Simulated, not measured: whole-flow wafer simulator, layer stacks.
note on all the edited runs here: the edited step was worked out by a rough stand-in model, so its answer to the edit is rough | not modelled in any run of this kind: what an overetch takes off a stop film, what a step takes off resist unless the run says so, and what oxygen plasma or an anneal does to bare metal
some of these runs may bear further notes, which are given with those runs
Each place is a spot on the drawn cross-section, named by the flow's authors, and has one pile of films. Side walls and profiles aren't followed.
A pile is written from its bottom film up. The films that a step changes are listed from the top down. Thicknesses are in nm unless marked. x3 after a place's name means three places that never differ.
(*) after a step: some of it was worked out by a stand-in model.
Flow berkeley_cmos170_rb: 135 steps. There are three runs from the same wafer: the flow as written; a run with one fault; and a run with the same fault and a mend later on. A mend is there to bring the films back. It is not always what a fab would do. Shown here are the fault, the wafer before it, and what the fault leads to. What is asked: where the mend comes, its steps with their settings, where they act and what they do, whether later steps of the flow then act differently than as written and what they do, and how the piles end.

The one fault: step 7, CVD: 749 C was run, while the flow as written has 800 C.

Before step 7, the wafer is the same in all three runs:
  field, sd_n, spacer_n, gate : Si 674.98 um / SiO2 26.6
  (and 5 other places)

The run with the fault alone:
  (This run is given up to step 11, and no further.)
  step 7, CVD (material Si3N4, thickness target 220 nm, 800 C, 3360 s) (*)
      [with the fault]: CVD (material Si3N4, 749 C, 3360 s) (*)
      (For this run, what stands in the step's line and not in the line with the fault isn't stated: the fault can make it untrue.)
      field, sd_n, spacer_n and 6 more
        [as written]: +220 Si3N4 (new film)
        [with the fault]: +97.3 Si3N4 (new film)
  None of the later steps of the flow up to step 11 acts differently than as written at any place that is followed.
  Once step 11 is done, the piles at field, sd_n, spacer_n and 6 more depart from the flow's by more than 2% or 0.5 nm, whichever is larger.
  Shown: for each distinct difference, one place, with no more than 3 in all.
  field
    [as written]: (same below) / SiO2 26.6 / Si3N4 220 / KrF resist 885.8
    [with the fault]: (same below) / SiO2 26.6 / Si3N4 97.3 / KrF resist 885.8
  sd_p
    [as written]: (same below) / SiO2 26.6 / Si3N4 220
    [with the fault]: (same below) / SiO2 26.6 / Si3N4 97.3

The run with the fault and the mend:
  The mend follows step 7.
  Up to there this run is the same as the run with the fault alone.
  step 7a, ETCH (chemistry h3po4, depth target 112.4 nm)
      field, sd_n, spacer_n and 6 more
        -97.3 Si3N4 (all of it)
  step 7b, CLEAN (*) (a further turn of the flow's step 1)
      does not change any film at any place that is followed
  step 7c, CVD (material Si3N4, thickness target 220 nm, 800 C, 3360 s) (*) (a further turn of the flow's step 7)
      field, sd_n, spacer_n and 6 more
        +220 Si3N4 (new film)
  None of the later steps of the flow acts differently than as written at any place that is followed.
  At every place that both follow, the piles at the end match the flow's.
